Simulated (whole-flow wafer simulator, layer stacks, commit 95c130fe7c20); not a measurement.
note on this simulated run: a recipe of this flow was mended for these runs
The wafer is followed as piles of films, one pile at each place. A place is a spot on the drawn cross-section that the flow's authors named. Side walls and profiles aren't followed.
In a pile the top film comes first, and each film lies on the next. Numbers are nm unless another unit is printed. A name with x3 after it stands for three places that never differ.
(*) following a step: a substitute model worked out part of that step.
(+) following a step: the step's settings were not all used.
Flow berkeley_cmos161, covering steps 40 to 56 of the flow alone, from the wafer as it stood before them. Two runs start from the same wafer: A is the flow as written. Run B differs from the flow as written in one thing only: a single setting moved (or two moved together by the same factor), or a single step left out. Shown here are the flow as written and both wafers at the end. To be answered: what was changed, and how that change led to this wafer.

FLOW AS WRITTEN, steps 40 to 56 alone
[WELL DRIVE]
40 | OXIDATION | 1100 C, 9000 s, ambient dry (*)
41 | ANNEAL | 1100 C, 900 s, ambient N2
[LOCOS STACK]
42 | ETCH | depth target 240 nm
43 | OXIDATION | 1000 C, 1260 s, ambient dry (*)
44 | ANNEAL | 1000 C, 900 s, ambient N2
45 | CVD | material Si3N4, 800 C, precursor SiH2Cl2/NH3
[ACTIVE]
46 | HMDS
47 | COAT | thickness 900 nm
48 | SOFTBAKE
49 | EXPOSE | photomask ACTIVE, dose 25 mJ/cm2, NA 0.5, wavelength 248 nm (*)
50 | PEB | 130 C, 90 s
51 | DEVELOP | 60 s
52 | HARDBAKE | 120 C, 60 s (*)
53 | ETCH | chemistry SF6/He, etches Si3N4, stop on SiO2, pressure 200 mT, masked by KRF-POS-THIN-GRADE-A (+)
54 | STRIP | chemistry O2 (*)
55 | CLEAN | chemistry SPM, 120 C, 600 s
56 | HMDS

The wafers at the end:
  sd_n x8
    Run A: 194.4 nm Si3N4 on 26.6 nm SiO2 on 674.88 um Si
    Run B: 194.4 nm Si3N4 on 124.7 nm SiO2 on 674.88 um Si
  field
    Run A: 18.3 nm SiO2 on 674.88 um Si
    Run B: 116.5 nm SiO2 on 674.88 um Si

Cause: step 42, ETCH: depth target 84 nm was run, while the flow as written has depth target 240 nm.

How this came from the change, step by step:
  42 | ETCH | depth target 240 nm
      field, sd_n x8: A SiO2 loses 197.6 (all of it) | B SiO2 loses 84
  43 | OXIDATION | 1000 C, 1260 s, ambient dry (*)
      field, sd_n x8: A SiO2 gains 26.6 (new film), Si loses 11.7 | B SiO2 gains 11.1, Si loses 4.88
